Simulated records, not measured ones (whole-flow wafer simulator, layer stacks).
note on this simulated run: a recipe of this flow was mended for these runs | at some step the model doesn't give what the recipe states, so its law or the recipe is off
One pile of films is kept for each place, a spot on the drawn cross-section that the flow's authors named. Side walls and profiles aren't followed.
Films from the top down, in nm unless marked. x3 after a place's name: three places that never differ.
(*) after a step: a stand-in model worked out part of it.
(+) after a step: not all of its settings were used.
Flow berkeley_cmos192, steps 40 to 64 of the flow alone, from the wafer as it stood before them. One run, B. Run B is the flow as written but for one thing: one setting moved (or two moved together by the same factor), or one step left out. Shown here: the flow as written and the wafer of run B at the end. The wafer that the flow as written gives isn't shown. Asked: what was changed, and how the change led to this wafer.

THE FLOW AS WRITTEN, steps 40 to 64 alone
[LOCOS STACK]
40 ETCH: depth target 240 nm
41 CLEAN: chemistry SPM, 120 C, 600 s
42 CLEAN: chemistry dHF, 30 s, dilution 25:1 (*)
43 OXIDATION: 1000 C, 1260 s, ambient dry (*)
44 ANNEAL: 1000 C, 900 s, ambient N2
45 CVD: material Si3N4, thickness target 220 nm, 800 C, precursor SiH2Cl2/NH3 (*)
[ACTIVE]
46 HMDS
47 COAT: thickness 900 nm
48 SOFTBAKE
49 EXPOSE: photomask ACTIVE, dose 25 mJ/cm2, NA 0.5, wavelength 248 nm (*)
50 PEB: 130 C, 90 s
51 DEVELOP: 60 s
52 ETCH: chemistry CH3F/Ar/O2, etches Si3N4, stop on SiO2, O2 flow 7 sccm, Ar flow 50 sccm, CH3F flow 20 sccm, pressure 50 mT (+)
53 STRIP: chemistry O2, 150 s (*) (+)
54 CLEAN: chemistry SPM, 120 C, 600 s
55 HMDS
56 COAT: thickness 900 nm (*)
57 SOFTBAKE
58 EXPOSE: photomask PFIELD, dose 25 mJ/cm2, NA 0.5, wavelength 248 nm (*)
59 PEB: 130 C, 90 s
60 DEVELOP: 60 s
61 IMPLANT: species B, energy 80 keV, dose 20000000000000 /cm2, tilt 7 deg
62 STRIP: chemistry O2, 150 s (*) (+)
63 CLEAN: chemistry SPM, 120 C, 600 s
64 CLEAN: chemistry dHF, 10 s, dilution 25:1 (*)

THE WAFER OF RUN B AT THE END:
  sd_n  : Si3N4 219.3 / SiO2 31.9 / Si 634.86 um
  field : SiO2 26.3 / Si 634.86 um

The cause: step 43, OXIDATION: 1764 s was run, where the flow has 1260 s.

How the change led to this, step by step:
  43 OXIDATION: 1000 C, 1260 s, ambient dry (*)
      field, sd_n, spacer_n and 6 more: SiO2 +31.9 (new film), Si -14 (as written it would be: SiO2 +26.6 (new film), Si -11.7)
